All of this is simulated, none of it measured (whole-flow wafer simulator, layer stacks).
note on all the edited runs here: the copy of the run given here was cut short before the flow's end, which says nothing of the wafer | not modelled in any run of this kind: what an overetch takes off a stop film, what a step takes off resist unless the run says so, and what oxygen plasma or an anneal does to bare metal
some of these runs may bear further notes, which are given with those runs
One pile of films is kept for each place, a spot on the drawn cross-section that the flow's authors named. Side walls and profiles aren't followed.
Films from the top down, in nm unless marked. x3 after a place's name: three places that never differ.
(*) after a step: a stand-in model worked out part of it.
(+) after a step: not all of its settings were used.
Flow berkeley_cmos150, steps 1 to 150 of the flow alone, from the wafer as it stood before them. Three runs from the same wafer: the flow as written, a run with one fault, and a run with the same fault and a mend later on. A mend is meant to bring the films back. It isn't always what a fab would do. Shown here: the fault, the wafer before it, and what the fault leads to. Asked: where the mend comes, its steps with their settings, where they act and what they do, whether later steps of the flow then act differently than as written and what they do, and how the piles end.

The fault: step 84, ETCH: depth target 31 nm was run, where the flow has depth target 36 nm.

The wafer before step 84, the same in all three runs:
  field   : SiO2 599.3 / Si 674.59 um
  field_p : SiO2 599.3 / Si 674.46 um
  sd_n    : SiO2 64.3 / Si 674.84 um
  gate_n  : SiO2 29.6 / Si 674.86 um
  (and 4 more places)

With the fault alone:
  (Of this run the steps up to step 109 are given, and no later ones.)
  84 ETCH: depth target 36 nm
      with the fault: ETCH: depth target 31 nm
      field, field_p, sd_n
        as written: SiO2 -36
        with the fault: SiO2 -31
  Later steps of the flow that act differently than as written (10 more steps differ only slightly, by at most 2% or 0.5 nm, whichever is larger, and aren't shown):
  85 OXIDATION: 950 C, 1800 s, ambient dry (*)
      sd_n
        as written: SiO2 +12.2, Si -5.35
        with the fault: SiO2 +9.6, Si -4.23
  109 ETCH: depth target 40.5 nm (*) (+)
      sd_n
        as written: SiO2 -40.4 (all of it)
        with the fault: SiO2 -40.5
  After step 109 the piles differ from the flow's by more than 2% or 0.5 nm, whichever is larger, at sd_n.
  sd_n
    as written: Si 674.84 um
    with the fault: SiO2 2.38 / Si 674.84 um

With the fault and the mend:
  The mend comes after step 84.
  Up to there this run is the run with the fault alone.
  84a ETCH: depth target 5 nm (the flow's step 84 once more, with other settings)
      field, field_p, sd_n
        SiO2 -5
  No later step of the flow acts differently than as written at any place that is followed.
  At the end the piles are the same as the flow's at every place that both follow.
